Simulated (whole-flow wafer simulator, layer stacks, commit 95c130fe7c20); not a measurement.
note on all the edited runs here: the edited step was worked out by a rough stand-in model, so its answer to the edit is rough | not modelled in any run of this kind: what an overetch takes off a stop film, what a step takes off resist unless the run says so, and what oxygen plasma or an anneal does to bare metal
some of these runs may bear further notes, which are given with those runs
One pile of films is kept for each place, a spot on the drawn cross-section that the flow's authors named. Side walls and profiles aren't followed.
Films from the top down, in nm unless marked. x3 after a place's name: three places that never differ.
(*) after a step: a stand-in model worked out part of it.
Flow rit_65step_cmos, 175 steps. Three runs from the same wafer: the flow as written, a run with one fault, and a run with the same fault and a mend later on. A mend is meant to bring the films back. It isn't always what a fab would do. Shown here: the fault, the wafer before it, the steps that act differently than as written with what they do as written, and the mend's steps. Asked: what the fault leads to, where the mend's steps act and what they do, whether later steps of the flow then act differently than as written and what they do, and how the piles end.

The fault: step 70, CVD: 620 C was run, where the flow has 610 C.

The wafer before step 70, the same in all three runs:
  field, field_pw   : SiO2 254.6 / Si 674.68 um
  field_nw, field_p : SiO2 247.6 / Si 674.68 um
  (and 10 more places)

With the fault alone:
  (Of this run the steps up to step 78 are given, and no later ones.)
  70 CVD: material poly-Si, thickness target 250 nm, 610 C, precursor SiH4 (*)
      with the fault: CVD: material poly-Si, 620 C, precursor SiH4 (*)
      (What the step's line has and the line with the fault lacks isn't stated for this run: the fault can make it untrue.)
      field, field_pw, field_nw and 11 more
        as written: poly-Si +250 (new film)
        with the fault: poly-Si +298.9 (new film)
  No later step of the flow up to step 78 acts differently than as written, at any place that is followed, by more than 2% or 0.5 nm, whichever is larger.
  After step 78 the piles differ from the flow's by more than 2% or 0.5 nm, whichever is larger, at field, field_pw, field_nw and 11 more.
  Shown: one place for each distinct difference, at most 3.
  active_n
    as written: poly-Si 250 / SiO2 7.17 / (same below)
    with the fault: poly-Si 298.9 / SiO2 7.17 / (same below)
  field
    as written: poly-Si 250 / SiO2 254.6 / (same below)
    with the fault: poly-Si 298.9 / SiO2 254.6 / (same below)
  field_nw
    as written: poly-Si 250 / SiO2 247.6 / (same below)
    with the fault: poly-Si 298.9 / SiO2 247.6 / (same below)

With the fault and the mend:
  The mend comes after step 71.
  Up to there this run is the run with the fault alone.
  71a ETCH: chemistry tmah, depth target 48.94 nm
      field, field_pw, field_nw and 11 more
        poly-Si -48.9
  No later step of the flow acts differently than as written, at any place that is followed, by more than 2% or 0.5 nm, whichever is larger.
  At the end the piles are the same as the flow's at every place that both follow.
